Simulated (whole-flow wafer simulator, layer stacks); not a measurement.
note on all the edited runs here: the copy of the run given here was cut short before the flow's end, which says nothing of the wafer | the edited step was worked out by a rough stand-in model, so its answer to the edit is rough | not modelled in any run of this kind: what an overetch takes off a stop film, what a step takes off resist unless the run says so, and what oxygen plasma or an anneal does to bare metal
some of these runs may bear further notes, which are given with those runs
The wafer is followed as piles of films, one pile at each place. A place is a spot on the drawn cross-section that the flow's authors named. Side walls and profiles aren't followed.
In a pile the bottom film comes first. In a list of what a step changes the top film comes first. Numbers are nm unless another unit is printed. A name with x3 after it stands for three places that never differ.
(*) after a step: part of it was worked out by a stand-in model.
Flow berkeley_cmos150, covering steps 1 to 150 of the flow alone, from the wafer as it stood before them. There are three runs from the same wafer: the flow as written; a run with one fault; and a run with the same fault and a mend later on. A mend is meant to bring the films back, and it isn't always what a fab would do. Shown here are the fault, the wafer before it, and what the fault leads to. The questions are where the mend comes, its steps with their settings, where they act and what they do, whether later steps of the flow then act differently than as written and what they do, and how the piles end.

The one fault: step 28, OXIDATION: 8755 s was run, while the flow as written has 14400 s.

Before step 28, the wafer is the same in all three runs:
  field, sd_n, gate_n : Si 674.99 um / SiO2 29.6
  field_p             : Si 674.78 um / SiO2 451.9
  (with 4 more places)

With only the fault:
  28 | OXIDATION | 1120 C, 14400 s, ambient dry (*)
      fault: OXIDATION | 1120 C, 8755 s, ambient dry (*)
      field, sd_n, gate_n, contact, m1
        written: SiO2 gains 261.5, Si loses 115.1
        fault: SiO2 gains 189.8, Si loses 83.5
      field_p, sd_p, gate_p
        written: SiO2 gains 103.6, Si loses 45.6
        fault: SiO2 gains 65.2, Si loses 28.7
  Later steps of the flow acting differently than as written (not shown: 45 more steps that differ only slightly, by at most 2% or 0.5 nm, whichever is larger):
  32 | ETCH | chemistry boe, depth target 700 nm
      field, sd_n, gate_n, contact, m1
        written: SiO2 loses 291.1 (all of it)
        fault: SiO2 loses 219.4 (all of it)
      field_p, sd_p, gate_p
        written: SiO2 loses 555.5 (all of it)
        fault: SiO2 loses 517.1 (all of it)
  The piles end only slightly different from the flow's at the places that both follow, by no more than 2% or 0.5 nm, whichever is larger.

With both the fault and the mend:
  After step 28 comes the mend.
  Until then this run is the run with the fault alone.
  28a | OXIDATION | 1120 C, 5645 s, ambient dry (*) (the flow's step 28 again, with other settings)
      field, sd_n, gate_n, contact, m1
        SiO2 gains 71.7, Si loses 31.5
      field_p, sd_p, gate_p
        SiO2 gains 38.4, Si loses 16.9
  Every later step of the flow that is run acts as written at every place that is followed.
  The piles end the same as the flow's at every place that both follow.
